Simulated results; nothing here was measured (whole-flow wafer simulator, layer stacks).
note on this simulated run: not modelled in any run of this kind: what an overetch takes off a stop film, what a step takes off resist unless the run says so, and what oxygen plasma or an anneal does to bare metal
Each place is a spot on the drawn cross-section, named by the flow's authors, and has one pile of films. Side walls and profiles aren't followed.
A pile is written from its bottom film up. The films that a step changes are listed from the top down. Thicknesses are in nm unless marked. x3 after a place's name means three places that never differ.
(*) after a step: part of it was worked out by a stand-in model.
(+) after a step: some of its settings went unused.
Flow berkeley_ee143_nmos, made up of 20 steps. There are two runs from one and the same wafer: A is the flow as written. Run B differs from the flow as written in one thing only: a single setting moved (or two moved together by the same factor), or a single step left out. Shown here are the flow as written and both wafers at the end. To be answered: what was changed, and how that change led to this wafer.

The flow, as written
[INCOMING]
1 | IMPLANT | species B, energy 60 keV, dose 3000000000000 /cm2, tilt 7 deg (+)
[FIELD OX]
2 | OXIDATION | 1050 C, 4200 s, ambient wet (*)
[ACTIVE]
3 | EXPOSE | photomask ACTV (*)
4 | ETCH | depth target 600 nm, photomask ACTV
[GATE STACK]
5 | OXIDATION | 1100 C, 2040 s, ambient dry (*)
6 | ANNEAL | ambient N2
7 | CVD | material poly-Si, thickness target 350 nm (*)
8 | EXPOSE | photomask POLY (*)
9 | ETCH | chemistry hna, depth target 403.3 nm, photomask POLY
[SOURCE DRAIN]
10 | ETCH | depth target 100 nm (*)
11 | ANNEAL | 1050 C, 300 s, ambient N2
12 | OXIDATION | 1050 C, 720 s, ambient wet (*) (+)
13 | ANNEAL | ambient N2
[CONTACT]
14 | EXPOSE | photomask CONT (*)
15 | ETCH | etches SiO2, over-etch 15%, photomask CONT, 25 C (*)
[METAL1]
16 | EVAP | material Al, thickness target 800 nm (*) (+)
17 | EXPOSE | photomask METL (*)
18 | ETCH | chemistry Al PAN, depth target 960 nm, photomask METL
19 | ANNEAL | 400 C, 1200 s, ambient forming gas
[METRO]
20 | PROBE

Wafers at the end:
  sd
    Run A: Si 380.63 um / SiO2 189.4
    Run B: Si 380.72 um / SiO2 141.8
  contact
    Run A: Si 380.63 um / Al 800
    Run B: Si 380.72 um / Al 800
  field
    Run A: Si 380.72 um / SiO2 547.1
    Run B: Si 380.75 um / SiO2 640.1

What caused this: step 9, ETCH: depth target 322.7 nm was run, while the flow as written has depth target 403.3 nm.

How this came from the change, step by step:
  9 | ETCH | chemistry hna, depth target 403.3 nm, photomask POLY
      sd, contact, field: A poly-Si loses 350 (all of it) | B poly-Si loses 322.7
  10 | ETCH | depth target 100 nm (*)
      sd, contact: A SiO2 loses 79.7 (all of it) | B nothing
      field: A SiO2 loses 100 | B nothing
  12 | OXIDATION | 1050 C, 720 s, ambient wet (*) (+)
      sd, contact: A SiO2 gains 189.4 (new film), Si loses 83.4 | B poly-Si loses 27.3 (all of it), SiO2 gains 62.1
      field: A SiO2 gains 69.1, Si loses 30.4 | B poly-Si loses 27.3 (all of it), SiO2 gains 62.1
  15 | ETCH | etches SiO2, over-etch 15%, photomask CONT, 25 C (*)
      contact: A SiO2 loses 189.4 (all of it) | B SiO2 loses 141.8 (all of it)
